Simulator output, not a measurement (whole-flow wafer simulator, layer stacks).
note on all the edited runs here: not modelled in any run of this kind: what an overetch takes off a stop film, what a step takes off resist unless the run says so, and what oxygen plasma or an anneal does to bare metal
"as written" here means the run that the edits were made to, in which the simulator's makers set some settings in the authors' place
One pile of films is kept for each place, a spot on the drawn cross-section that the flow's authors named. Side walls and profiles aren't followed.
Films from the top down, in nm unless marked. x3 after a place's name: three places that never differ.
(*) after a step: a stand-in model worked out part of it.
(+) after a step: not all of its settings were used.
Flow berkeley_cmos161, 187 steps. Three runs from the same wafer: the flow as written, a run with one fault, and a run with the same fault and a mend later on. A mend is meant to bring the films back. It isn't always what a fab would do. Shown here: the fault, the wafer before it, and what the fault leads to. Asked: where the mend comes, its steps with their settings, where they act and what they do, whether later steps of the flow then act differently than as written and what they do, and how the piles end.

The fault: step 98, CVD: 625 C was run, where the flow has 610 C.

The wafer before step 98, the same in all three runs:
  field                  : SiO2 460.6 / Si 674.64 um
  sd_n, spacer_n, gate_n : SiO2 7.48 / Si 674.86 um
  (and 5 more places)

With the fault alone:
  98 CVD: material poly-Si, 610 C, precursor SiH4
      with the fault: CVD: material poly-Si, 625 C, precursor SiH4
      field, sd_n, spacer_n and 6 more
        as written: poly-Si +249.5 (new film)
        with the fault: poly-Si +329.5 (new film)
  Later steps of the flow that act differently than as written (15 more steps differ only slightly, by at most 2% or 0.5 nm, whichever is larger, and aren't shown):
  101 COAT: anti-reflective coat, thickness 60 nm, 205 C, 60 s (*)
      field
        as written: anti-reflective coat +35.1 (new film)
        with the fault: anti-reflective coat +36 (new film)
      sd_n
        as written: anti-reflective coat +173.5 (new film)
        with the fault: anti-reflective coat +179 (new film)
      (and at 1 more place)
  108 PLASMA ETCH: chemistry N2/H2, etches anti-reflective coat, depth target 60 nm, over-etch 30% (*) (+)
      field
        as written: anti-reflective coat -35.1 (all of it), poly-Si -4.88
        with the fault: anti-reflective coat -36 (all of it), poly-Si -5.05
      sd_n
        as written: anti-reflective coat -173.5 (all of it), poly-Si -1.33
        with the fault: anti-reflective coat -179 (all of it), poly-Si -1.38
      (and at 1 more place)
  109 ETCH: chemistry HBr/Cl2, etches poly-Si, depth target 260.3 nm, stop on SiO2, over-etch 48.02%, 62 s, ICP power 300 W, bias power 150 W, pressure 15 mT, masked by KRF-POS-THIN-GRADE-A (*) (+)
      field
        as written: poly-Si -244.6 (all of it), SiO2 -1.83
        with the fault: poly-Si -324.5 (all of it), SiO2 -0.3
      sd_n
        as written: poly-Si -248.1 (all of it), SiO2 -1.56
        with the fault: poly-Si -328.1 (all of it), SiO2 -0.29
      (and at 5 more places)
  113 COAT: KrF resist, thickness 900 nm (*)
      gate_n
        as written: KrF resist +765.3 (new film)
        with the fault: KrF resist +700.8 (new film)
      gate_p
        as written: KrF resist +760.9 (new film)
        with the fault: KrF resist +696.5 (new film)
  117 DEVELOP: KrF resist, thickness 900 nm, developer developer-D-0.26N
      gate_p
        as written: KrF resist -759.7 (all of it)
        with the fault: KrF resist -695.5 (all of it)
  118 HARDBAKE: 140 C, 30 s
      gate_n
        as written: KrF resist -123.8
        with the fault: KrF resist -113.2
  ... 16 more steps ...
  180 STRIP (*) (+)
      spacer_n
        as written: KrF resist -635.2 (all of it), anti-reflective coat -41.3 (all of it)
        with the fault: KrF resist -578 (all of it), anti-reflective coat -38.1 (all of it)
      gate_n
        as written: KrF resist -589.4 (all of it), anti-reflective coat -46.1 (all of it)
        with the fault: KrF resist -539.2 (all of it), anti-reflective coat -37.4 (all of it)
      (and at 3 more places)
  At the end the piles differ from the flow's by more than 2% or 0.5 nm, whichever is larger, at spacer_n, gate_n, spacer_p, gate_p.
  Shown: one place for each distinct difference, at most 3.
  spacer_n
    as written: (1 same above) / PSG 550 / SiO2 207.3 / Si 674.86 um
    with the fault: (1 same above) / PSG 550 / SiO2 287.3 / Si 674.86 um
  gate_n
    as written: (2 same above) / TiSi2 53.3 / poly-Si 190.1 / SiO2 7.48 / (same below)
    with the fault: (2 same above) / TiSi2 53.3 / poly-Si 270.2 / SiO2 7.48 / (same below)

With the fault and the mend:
  The mend comes after step 100.
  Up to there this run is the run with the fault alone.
  100a ETCH: chemistry tmah, depth target 80.05 nm
      field, sd_n, spacer_n and 6 more
        poly-Si -80.1
  No later step of the flow acts differently than as written, at any place that is followed, by more than 2% or 0.5 nm, whichever is larger.
  At the end the piles are the same as the flow's at every place that both follow.
